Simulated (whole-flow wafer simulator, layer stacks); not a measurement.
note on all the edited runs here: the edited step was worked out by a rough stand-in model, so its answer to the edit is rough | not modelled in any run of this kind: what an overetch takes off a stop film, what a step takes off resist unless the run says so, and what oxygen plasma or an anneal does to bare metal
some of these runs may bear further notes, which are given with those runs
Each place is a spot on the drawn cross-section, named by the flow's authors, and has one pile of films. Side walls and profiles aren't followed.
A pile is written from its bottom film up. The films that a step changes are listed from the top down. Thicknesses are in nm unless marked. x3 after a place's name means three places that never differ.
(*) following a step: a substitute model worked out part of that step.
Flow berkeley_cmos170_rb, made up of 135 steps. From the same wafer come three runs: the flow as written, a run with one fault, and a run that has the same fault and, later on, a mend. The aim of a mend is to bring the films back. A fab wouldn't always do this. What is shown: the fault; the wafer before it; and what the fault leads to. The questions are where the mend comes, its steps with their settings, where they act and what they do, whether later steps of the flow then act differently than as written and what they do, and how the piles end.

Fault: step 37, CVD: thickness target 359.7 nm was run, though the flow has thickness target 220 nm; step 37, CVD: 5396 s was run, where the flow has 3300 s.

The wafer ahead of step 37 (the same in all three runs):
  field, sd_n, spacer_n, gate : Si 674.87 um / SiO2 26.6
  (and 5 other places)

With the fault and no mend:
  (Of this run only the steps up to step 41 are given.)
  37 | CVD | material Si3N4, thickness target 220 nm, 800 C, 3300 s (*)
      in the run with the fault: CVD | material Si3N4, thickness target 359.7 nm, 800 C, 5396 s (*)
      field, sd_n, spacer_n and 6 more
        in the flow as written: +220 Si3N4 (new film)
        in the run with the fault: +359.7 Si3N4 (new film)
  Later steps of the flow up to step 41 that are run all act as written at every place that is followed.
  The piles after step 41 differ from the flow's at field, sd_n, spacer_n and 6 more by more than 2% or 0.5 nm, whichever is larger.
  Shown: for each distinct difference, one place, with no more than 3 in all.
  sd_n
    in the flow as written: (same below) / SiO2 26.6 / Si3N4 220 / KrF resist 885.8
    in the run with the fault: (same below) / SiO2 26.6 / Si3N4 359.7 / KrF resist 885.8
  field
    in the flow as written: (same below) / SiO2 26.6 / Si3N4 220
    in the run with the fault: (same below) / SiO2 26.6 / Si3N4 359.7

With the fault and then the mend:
  The mend follows step 37.
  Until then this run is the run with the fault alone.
  37a | ETCH | chemistry h3po4, depth target 139.7 nm (the flow's step 30, run once more with other settings)
      field, sd_n, spacer_n and 6 more
        -139.7 Si3N4
  Later steps of the flow that are run all act as written at every place that is followed.
  By the end, the piles equal the flow's at every place that both follow.
